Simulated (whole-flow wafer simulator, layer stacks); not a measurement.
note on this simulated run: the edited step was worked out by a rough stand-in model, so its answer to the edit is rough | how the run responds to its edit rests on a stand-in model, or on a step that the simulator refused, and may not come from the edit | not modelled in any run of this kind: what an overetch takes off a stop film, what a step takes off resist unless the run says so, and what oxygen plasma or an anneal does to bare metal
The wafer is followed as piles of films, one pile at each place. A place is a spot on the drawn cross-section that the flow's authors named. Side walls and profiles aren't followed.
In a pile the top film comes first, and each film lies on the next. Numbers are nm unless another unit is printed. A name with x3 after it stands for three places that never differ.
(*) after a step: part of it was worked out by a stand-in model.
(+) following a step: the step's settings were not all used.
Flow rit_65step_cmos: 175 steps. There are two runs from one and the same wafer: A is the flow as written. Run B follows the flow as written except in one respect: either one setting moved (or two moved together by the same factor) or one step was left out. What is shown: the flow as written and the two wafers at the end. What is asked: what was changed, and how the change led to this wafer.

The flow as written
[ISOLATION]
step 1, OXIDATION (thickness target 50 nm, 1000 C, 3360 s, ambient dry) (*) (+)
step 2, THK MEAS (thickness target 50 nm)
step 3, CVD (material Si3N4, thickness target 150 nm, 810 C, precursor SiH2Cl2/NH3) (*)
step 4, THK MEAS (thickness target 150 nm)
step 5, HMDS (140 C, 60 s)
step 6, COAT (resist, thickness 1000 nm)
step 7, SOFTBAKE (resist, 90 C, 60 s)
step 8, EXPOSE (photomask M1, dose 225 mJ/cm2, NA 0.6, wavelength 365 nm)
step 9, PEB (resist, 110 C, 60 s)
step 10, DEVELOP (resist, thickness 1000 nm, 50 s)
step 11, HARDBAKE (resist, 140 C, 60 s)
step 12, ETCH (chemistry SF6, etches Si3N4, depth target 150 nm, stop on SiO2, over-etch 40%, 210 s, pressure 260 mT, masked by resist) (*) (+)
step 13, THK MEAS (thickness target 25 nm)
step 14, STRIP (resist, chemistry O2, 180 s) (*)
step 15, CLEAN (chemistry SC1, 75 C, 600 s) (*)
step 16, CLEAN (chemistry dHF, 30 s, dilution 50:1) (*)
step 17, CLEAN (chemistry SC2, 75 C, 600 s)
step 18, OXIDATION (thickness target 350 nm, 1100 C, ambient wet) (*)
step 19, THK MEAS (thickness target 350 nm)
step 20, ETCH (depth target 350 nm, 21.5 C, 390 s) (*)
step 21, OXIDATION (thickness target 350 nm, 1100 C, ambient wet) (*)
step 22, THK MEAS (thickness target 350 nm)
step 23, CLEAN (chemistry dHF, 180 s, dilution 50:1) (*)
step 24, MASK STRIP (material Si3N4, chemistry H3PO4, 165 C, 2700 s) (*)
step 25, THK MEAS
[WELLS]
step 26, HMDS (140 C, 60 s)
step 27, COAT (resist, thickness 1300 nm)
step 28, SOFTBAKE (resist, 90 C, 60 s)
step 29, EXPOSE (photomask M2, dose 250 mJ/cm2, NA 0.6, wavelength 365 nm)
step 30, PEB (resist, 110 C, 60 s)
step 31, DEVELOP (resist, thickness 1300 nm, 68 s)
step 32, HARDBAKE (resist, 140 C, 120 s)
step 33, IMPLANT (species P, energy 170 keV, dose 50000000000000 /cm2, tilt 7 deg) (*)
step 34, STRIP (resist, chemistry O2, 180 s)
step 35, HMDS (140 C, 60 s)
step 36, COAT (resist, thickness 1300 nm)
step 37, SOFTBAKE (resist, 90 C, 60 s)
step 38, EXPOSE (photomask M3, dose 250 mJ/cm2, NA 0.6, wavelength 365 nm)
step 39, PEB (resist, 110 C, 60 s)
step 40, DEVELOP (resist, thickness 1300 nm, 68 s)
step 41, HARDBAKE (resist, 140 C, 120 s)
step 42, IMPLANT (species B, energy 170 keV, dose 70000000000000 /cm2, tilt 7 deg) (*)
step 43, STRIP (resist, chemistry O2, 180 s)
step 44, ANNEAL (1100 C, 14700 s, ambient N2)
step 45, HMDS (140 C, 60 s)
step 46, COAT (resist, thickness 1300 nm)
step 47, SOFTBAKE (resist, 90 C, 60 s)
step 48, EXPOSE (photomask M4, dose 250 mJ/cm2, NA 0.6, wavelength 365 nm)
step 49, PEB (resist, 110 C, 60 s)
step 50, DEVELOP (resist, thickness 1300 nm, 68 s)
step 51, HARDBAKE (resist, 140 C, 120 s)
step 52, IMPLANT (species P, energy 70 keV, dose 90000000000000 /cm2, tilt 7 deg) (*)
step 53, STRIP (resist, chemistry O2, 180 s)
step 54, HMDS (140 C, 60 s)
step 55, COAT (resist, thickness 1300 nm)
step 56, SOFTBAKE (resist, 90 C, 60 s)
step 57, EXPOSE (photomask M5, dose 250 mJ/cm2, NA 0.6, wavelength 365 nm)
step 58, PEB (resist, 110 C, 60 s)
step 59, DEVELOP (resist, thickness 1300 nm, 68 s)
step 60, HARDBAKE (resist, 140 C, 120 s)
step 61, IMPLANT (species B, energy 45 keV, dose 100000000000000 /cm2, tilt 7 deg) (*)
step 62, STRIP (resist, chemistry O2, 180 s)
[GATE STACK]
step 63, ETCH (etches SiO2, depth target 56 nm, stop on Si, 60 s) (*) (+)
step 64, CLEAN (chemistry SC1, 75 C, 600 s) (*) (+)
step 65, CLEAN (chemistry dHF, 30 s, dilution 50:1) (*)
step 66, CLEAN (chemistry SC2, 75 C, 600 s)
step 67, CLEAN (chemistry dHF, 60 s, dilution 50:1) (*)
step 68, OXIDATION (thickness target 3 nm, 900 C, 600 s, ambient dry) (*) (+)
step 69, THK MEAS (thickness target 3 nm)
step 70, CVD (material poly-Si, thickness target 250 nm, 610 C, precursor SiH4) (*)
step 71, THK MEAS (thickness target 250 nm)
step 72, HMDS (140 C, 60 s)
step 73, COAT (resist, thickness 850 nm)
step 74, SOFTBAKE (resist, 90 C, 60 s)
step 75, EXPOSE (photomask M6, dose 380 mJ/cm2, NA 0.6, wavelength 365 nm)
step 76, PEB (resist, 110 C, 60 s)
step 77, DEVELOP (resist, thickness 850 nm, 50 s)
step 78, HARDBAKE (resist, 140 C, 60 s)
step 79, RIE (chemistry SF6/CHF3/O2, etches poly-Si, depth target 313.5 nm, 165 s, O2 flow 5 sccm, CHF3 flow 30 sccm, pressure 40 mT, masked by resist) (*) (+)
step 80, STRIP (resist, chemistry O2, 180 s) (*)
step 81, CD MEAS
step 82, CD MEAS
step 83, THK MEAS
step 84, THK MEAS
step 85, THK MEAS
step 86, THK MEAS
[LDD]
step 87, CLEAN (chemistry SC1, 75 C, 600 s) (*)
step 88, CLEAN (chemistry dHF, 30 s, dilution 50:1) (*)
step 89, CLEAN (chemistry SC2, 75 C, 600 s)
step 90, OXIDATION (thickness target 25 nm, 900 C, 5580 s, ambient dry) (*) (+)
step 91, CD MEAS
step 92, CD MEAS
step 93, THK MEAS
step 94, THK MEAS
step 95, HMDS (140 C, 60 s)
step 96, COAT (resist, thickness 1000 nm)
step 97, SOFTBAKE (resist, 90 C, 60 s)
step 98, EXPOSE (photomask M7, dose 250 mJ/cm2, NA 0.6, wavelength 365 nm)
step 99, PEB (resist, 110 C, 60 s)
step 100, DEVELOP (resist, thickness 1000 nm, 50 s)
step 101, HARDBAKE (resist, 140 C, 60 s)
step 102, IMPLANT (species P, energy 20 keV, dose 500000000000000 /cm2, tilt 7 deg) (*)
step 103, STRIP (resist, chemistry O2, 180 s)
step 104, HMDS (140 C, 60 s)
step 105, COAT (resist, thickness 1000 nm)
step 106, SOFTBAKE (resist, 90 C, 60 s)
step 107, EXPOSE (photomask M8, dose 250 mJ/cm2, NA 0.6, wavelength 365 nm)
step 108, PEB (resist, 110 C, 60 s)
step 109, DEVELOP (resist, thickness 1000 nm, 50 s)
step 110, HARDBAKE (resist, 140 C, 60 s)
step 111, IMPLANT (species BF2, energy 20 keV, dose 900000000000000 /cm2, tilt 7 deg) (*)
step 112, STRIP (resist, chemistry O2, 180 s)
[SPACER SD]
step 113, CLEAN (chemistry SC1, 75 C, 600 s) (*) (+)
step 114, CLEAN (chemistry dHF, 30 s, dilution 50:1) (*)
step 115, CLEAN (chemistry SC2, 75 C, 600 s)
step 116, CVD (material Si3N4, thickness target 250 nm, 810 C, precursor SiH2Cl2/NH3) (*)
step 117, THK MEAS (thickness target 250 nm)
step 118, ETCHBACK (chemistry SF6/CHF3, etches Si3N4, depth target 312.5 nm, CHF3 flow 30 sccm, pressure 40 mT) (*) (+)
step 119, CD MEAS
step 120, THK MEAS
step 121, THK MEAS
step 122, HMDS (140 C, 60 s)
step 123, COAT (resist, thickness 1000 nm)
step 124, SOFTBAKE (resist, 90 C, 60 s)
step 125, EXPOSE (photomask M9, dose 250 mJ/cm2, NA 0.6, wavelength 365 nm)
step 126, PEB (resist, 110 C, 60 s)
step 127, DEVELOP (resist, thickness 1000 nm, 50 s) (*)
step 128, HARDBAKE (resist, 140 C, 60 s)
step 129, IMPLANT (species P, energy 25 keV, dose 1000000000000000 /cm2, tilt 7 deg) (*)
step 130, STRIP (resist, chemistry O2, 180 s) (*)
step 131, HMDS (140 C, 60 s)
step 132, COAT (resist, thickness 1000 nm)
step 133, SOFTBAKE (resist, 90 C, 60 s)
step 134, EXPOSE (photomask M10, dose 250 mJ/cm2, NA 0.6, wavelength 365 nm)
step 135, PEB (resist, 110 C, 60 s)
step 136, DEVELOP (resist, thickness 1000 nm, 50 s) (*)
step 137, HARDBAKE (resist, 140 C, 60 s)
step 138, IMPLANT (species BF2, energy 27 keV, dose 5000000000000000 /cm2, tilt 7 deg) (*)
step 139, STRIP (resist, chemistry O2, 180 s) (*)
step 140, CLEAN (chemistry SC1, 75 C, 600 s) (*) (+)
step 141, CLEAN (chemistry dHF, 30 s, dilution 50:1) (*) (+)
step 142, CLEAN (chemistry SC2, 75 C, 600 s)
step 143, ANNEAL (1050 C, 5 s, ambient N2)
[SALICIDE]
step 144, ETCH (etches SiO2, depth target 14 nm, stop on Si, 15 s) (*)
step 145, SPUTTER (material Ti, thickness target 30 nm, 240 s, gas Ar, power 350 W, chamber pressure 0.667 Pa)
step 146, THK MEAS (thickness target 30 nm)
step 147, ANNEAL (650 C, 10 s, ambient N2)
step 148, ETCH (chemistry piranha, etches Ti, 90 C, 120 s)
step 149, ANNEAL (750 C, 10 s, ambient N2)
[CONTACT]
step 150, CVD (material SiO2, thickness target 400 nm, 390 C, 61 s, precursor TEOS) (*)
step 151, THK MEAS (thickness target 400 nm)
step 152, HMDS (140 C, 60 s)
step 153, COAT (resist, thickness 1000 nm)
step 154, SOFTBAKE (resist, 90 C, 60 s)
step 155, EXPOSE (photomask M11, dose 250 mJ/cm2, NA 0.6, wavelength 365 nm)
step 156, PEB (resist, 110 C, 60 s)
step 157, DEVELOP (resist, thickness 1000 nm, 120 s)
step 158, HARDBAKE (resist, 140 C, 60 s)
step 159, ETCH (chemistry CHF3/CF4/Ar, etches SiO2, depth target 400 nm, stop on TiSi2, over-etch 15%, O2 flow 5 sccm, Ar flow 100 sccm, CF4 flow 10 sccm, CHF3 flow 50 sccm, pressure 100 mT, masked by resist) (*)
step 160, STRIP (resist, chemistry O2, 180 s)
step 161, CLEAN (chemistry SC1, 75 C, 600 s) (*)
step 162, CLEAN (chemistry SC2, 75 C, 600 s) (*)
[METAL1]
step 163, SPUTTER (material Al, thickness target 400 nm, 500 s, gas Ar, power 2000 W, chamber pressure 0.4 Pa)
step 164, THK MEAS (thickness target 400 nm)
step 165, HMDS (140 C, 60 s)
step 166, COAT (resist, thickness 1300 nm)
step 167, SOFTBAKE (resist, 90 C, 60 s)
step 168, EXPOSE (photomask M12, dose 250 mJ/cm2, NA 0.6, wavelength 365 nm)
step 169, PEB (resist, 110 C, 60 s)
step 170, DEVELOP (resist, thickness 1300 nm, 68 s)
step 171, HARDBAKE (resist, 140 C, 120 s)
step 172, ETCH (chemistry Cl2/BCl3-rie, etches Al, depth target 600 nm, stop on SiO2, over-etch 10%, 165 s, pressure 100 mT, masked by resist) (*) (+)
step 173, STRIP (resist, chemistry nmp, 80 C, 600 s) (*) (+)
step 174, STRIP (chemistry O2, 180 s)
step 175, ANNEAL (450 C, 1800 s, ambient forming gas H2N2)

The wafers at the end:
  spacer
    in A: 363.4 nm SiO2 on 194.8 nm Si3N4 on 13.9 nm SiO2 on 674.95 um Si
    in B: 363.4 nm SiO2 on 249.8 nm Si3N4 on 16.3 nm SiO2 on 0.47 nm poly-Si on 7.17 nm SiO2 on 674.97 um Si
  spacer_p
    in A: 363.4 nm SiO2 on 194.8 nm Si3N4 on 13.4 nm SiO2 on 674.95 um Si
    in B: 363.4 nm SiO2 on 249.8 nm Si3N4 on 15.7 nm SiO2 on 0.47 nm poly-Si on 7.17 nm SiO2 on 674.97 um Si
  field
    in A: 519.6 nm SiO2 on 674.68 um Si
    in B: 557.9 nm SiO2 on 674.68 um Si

What caused this: step 70, CVD: thickness target 331 nm was run, while the flow as written has thickness target 250 nm.

Step by step, how the change led to this:
  step 70, CVD (material poly-Si, thickness target 250 nm, 610 C, precursor SiH4) (*)
      field, field_pw, field_nw and 11 more: A poly-Si gains 250 (new film) | B poly-Si gains 331 (new film)
  step 79, RIE (chemistry SF6/CHF3/O2, etches poly-Si, depth target 313.5 nm, 165 s, O2 flow 5 sccm, CHF3 flow 30 sccm, pressure 40 mT, masked by resist) (*) (+)
      active_n, active_p, spacer, spacer_p, sd_n, sd_p, contact, m1: A poly-Si loses 250 (all of it), SiO2 loses 7.17 (all of it) | B poly-Si loses 313.5
      field, field_pw, field_nw, field_p: A poly-Si loses 250 (all of it), SiO2 loses 10.9 | B poly-Si loses 313.5
  step 80, STRIP (resist, chemistry O2, 180 s) (*)
      active_n, active_p, spacer, spacer_p, sd_n, sd_p, contact, m1: A chemical SiO2 gains 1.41 (new film), Si loses 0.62 | B chemical SiO2 gains 1.41 (new film), poly-Si loses 0.62
      field, field_pw, field_nw, field_p: A nothing | B chemical SiO2 gains 1.41 (new film), poly-Si loses 0.62
  step 87, CLEAN (chemistry SC1, 75 C, 600 s) (*)
      active_n, active_p, spacer, spacer_p, sd_n, sd_p, contact, m1: A chemical SiO2 loses 0.81, Si loses 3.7 | B chemical SiO2 loses 0.81, poly-Si loses 3.7
      field, field_pw, field_nw, field_p: A SiO2 loses 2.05 | B chemical SiO2 loses 0.81, poly-Si loses 3.7
  step 88, CLEAN (chemistry dHF, 30 s, dilution 50:1) (*)
      field, field_pw, field_nw, field_p: A SiO2 loses 2.78 | B chemical SiO2 loses 0.6 (all of it)
  step 90, OXIDATION (thickness target 25 nm, 900 C, 5580 s, ambient dry) (*) (+)
      active_n, active_p, spacer, spacer_p, sd_n, sd_p, contact, m1: A SiO2 gains 26.5 (new film), chemical SiO2 loses 0.4 (all of it), Si loses 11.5 | B SiO2 gains 28.9 (new film), chemical SiO2 loses 0.4 (all of it), poly-Si loses 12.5
      field, field_pw: A SiO2 gains 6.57, Si loses 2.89 | B SiO2 gains 28.9 (new film), chemical SiO2 loses 0.4 (all of it), poly-Si loses 12.5
      (as well as at 2 more places)
  step 96, COAT (resist, thickness 1000 nm)
      gate_n: A resist gains 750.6 (new film) | B resist gains 701.1 (new film)
      gate_p: A resist gains 750.6 (new film) | B resist gains 701 (new film)
  step 99, PEB (resist, 110 C, 60 s)
      gate_n, gate_p: A resist loses 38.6 | B resist loses 35.9
  step 100, DEVELOP (resist, thickness 1000 nm, 50 s)
      gate_n: A resist loses 712.1 (all of it) | B resist loses 665.1 (all of it)
  step 101, HARDBAKE (resist, 140 C, 60 s)
      gate_p: A resist loses 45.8 | B resist loses 42.3
  step 103, STRIP (resist, chemistry O2, 180 s)
      gate_p: A resist loses 666.3 (all of it) | B resist loses 622.8 (all of it)
  step 105, COAT (resist, thickness 1000 nm)
      gate_n: A resist gains 750.6 (new film) | B resist gains 701.1 (new film)
      gate_p: A resist gains 750.6 (new film) | B resist gains 701 (new film)
  step 108, PEB (resist, 110 C, 60 s)
      gate_n, gate_p: A resist loses 38.6 | B resist loses 35.9
  step 109, DEVELOP (resist, thickness 1000 nm, 50 s)
      gate_p: A resist loses 712.1 (all of it) | B resist loses 665.1 (all of it)
  step 110, HARDBAKE (resist, 140 C, 60 s)
      gate_n: A resist loses 45.8 | B resist loses 42.3
  step 112, STRIP (resist, chemistry O2, 180 s)
      gate_n: A resist loses 666.3 (all of it) | B resist loses 622.8 (all of it)
  ... another 17 steps ...
  step 170, DEVELOP (resist, thickness 1300 nm, 68 s)
      gate_n: A resist loses 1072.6 (all of it) | B resist loses 1030.9 (all of it)
      gate_p: A resist loses 1076.3 (all of it) | B resist loses 1034.5 (all of it)
      (as well as at 2 more places)
